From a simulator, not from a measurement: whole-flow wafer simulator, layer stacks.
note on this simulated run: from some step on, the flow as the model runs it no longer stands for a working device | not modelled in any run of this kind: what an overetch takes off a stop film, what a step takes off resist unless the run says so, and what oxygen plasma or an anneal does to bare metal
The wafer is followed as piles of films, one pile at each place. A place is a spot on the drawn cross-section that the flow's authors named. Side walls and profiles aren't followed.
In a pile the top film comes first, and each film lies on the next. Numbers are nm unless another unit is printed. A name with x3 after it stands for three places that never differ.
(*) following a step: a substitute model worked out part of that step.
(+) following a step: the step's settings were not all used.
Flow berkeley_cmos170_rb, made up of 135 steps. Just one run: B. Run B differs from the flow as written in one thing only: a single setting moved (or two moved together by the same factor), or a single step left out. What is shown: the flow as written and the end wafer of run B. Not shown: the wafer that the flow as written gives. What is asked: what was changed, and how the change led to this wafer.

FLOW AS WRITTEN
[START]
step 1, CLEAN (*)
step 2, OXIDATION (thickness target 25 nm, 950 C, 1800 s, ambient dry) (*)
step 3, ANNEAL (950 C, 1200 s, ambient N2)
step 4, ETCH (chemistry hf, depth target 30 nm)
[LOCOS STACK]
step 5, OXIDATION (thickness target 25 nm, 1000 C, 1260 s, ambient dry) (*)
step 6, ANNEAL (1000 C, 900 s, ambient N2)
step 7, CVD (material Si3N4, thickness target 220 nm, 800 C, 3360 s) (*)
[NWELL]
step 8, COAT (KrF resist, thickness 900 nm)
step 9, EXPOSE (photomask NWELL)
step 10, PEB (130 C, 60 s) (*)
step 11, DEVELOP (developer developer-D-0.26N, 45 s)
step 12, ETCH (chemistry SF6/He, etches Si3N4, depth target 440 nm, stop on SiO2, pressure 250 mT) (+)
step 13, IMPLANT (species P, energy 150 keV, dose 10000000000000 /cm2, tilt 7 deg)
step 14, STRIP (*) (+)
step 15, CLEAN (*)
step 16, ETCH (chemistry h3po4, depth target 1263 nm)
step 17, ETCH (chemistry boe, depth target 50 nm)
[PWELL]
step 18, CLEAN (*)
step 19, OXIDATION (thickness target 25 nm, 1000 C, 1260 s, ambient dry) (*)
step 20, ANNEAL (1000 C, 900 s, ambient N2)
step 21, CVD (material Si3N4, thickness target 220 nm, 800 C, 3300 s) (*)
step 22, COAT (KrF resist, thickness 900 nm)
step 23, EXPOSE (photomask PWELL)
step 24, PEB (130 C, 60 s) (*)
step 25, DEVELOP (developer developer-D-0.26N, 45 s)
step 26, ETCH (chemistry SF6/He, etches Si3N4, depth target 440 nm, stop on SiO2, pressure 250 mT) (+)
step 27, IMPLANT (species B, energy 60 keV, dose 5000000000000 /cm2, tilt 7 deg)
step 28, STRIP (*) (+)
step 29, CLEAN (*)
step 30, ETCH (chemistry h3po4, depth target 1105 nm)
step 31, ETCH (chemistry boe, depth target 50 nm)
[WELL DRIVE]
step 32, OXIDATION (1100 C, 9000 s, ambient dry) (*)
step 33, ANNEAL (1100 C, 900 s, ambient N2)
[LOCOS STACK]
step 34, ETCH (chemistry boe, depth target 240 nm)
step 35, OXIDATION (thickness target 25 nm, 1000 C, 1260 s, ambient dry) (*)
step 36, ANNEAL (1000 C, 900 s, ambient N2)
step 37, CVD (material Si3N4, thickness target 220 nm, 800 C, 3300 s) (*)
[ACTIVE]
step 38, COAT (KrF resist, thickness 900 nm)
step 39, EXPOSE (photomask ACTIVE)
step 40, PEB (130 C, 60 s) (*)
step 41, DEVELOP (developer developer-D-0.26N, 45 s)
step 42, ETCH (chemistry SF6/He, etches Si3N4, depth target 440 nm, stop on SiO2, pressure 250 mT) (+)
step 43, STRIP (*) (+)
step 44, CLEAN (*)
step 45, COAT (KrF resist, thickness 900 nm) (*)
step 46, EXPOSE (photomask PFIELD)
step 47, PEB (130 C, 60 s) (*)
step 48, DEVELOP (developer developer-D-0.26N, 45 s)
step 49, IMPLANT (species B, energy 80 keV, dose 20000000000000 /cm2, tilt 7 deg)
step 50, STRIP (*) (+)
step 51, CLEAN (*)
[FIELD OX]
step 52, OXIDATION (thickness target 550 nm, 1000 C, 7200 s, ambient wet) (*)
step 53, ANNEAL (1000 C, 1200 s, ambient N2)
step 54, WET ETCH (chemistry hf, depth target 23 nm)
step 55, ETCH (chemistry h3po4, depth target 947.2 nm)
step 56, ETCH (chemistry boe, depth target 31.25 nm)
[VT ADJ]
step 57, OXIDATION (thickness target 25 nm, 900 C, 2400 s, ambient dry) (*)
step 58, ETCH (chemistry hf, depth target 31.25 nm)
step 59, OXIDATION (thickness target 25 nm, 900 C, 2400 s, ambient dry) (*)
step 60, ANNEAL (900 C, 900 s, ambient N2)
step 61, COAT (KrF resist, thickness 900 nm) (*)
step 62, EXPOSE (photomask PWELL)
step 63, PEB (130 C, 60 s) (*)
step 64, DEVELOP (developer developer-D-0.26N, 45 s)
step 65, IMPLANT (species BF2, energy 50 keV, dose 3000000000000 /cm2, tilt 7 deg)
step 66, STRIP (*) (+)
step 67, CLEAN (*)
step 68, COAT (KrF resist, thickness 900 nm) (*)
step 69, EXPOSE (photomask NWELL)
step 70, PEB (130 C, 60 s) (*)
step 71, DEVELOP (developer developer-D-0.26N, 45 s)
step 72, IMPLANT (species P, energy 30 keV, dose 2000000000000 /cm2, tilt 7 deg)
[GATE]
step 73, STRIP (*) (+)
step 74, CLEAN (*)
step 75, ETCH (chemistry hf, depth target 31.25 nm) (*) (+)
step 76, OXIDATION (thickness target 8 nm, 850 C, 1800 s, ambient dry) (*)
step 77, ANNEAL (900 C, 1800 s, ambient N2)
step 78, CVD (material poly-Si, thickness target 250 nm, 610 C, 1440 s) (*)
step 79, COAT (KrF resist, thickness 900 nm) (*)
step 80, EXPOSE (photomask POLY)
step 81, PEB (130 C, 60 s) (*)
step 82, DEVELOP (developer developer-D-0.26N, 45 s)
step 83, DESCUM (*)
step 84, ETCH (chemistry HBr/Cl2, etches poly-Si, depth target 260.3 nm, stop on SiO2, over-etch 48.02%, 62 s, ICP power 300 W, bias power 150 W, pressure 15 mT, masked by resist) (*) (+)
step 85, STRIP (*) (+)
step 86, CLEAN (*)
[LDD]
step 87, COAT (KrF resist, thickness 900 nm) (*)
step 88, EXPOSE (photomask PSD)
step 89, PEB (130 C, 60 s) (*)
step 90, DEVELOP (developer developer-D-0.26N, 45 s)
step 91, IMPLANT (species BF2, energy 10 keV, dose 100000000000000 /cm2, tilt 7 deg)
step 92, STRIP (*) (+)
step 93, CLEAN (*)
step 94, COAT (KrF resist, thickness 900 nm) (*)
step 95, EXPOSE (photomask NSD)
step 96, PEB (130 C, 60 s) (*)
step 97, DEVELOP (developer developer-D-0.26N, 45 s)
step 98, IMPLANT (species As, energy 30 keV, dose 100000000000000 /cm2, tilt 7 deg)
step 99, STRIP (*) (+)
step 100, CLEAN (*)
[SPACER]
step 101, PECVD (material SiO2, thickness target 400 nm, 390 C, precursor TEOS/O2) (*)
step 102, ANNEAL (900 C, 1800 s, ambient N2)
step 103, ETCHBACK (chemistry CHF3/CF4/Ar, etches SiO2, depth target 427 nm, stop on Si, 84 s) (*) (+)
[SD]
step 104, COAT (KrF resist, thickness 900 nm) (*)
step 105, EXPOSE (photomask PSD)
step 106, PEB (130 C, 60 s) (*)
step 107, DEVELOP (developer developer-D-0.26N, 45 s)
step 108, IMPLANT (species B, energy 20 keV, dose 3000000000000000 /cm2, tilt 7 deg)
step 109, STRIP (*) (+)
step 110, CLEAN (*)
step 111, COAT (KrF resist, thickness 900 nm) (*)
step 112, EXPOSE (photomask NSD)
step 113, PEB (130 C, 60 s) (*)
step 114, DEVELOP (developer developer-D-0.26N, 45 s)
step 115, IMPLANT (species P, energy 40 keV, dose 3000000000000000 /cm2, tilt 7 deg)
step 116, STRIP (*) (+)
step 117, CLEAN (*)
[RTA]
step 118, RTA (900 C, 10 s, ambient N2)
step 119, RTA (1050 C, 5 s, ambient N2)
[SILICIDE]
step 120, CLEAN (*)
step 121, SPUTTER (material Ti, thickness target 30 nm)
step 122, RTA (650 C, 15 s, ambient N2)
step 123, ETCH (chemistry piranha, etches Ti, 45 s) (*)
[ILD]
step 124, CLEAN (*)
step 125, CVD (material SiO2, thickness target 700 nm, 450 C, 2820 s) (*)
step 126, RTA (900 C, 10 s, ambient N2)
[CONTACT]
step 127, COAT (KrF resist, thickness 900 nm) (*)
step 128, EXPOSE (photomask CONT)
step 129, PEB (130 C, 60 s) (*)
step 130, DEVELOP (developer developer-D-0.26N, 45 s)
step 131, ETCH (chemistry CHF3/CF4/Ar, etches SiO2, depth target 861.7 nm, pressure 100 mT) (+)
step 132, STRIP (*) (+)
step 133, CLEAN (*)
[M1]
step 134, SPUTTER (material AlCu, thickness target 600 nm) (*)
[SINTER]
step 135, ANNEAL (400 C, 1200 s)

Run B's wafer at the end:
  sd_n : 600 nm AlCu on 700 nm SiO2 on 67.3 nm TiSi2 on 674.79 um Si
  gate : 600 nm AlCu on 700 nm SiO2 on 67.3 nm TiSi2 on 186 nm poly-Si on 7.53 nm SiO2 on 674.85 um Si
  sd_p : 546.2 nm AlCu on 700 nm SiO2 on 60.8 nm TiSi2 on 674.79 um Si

Cause: step 121, SPUTTER: thickness target 36 nm was run, though the flow has thickness target 30 nm.

Step by step, how the change led to this:
  step 121, SPUTTER (material Ti, thickness target 30 nm)
      field, sd_n, spacer_n, gate, spacer_p, gate_p, contact, m1: +36 Ti (new film) (it would be, as written: +30 Ti (new film))
      sd_p: +32.5 Ti (new film) (it would be, as written: +27.1 Ti (new film))
  step 122, RTA (650 C, 15 s, ambient N2)
      sd_n, contact, m1: -28.1 Ti, +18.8 TiSi first (new film), +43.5 TiSi2 C49 (new film), -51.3 Si (it would be, as written: -23.4 Ti, +6.2 TiSi first (new film), +50.3 TiSi2 C49 (new film), -49 Si)
      gate, gate_p: -28.1 Ti, +18.8 TiSi first (new film), +43.5 TiSi2 C49 (new film), -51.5 poly-Si (it would be, as written: -23.4 Ti, +6.2 TiSi first (new film), +50.3 TiSi2 C49 (new film), -49.2 poly-Si)
      (as well as at 1 more place)
  step 123, ETCH (chemistry piranha, etches Ti, 45 s) (*)
      sd_n, gate, gate_p, contact, m1: -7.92 Ti (all of it) (it would be, as written: -6.6 Ti (all of it))
      field, spacer_n, spacer_p: -36 Ti (all of it) (it would be, as written: -30 Ti (all of it))
      (as well as at 1 more place)
  step 126, RTA (900 C, 10 s, ambient N2)
      sd_n, contact, m1: under 1 film: +67.3 TiSi2 (new film), -18.8 TiSi first (all of it), -43.5 TiSi2 C49 (all of it), -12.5 Si (it would be, as written: under 1 film: +56 TiSi2 (new film), -6.2 TiSi first (all of it), -50.3 TiSi2 C49 (all of it), -4.12 Si)
      gate, gate_p: under 1 film: +67.3 TiSi2 (new film), -18.8 TiSi first (all of it), -43.5 TiSi2 C49 (all of it), -12.5 poly-Si (it would be, as written: under 1 film: +56 TiSi2 (new film), -6.2 TiSi first (all of it), -50.3 TiSi2 C49 (all of it), -4.13 poly-Si)
      (as well as at 1 more place)
